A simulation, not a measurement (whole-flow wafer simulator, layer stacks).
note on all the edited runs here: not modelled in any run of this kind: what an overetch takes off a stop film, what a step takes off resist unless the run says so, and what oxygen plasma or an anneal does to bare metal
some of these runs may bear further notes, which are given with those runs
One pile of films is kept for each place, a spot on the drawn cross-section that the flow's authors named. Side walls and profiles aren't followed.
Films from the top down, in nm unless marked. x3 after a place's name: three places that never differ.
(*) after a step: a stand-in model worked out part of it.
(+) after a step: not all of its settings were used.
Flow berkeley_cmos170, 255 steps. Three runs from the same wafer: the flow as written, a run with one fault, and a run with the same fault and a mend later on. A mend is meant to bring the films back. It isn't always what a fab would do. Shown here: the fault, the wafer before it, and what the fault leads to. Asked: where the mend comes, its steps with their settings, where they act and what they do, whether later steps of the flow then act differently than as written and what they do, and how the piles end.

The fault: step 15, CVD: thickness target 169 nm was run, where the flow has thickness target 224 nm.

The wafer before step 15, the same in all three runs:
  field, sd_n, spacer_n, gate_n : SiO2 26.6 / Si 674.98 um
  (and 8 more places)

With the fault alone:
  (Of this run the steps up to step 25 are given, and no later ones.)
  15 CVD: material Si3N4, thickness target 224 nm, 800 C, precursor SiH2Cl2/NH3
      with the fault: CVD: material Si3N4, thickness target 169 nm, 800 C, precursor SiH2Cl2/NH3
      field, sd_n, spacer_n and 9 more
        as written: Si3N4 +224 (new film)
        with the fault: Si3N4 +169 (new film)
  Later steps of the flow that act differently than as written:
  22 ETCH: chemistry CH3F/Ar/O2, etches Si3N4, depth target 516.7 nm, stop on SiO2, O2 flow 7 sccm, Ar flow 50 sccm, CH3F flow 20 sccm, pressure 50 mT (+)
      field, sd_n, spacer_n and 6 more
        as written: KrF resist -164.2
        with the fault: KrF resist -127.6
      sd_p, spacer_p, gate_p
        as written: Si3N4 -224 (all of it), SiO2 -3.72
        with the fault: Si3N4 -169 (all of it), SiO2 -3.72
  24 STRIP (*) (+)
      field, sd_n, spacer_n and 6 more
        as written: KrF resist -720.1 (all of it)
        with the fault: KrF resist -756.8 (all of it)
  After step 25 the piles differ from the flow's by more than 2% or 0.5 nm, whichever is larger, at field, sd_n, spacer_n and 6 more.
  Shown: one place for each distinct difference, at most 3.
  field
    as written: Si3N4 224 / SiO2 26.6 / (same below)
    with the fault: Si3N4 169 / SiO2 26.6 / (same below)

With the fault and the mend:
  The mend comes after step 15.
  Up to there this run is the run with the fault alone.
  15a CVD: material Si3N4, thickness target 55 nm, 800 C, precursor SiH2Cl2/NH3 (the flow's step 15 once more, with other settings)
      field, sd_n, spacer_n and 9 more
        Si3N4 +55
  No later step of the flow acts differently than as written at any place that is followed.
  At the end the piles are the same as the flow's at every place that both follow.
